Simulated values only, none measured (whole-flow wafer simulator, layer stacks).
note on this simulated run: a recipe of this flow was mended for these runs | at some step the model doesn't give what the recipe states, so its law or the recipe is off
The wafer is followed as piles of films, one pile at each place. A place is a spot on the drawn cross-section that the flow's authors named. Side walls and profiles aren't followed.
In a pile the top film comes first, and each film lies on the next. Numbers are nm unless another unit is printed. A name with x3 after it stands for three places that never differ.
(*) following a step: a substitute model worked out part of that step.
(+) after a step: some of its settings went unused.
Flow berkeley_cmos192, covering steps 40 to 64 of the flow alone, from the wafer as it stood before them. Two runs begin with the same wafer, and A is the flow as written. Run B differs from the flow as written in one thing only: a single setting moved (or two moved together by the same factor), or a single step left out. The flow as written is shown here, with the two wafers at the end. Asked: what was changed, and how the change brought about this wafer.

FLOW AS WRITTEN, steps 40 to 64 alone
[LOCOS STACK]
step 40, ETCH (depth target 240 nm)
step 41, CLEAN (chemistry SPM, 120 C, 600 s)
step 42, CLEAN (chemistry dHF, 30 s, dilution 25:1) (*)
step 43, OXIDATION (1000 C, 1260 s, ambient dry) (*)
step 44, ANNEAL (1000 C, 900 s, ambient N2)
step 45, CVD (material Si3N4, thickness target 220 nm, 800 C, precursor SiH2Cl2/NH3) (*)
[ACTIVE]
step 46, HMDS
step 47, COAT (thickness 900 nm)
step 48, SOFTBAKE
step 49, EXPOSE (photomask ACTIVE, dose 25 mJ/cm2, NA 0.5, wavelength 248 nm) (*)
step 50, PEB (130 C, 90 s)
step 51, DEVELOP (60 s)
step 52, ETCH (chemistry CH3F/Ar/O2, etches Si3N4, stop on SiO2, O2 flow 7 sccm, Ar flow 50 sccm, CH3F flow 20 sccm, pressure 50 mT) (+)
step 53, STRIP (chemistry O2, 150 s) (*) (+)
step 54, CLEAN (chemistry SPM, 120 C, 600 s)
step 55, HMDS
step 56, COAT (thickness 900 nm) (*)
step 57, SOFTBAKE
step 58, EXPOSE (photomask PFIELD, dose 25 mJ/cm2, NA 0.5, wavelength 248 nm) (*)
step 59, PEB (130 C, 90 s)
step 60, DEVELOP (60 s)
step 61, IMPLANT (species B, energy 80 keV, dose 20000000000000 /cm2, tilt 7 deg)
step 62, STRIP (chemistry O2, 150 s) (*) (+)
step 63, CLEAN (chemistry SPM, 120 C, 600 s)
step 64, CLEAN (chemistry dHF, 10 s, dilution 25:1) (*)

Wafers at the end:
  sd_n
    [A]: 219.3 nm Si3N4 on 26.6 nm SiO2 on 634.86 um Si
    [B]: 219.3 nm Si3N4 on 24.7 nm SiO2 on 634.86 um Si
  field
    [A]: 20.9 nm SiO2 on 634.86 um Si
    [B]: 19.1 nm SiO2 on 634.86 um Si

Cause: step 43, OXIDATION: 1102 s was run, though the flow has 1260 s.

Step by step, how the change led to this:
  step 43, OXIDATION (1000 C, 1260 s, ambient dry) (*)
      field, sd_n, spacer_n and 6 more: A +26.6 SiO2 (new film), -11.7 Si | B +24.7 SiO2 (new film), -10.9 Si
